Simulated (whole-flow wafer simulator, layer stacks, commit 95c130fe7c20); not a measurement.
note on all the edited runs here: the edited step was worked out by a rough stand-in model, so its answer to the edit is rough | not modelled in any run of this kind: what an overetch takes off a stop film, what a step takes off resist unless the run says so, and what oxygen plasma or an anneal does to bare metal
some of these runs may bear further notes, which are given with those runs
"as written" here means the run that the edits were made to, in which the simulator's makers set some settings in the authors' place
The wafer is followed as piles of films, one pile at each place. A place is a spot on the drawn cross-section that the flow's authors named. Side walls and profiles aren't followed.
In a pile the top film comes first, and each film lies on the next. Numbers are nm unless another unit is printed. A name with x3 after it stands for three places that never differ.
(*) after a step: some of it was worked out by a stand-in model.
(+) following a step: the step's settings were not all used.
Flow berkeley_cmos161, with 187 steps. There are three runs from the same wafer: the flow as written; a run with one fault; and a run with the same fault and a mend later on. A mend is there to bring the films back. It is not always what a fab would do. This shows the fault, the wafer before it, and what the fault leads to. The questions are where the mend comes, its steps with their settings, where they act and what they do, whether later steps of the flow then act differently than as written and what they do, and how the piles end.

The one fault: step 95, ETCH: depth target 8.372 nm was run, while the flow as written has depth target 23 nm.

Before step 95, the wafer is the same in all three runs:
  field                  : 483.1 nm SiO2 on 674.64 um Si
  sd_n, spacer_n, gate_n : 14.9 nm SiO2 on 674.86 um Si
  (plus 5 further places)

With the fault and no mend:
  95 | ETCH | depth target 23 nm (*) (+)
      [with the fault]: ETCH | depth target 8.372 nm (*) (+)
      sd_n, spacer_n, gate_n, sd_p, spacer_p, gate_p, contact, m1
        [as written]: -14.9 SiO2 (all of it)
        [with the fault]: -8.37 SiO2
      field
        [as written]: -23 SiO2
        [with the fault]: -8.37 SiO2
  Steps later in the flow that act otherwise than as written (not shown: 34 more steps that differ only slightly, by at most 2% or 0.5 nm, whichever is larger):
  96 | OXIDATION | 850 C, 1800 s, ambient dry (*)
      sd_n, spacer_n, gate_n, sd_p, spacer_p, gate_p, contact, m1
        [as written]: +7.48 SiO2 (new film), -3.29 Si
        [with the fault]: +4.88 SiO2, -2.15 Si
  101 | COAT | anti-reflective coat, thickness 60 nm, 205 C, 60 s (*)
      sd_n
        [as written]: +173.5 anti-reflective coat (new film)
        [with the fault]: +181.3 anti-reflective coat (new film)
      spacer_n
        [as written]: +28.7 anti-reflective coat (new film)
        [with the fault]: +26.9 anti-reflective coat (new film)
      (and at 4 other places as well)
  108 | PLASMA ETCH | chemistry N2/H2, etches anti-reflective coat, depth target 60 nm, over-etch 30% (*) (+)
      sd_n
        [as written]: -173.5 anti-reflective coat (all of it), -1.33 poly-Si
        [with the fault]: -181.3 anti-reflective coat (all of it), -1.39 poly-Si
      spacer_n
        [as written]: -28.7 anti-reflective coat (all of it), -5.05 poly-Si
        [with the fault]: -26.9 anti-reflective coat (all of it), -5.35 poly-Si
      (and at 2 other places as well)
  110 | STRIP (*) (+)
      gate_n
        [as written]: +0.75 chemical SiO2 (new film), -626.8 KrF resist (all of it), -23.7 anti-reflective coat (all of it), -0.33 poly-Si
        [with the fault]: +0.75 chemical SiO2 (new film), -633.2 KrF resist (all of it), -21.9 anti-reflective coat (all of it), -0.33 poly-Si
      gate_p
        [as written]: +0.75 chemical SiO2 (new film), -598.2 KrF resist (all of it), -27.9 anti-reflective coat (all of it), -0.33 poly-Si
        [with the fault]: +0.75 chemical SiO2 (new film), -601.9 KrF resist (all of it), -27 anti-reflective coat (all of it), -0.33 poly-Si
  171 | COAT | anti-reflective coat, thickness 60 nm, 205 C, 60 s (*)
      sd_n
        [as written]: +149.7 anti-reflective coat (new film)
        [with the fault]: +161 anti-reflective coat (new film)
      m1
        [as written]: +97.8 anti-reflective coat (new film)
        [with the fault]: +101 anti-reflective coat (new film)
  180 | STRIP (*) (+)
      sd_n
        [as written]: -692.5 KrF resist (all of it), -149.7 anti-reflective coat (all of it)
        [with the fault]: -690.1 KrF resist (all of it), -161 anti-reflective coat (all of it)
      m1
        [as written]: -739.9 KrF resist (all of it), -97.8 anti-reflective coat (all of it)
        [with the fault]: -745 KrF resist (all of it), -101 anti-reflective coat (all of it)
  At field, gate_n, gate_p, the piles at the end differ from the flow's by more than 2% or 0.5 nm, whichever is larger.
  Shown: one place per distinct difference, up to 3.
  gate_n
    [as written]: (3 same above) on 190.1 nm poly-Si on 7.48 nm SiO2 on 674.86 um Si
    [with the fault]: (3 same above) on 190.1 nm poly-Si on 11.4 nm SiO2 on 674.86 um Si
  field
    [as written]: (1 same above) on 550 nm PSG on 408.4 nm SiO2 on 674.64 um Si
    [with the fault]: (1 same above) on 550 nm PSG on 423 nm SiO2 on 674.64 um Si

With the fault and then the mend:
  After step 95 comes the mend.
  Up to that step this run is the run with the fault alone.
  95a | ETCH | depth target 14.63 nm (*) (+) (a further turn of the flow's step 95, with different settings)
      sd_n, spacer_n, gate_n, sd_p, spacer_p, gate_p, contact, m1
        -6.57 SiO2 (all of it)
      field
        -14.6 SiO2
  Every later step of the flow that is run acts as written, at every place that is followed, to within 2% or 0.5 nm, whichever is larger.
  By the end, the piles equal the flow's at every place that both follow.
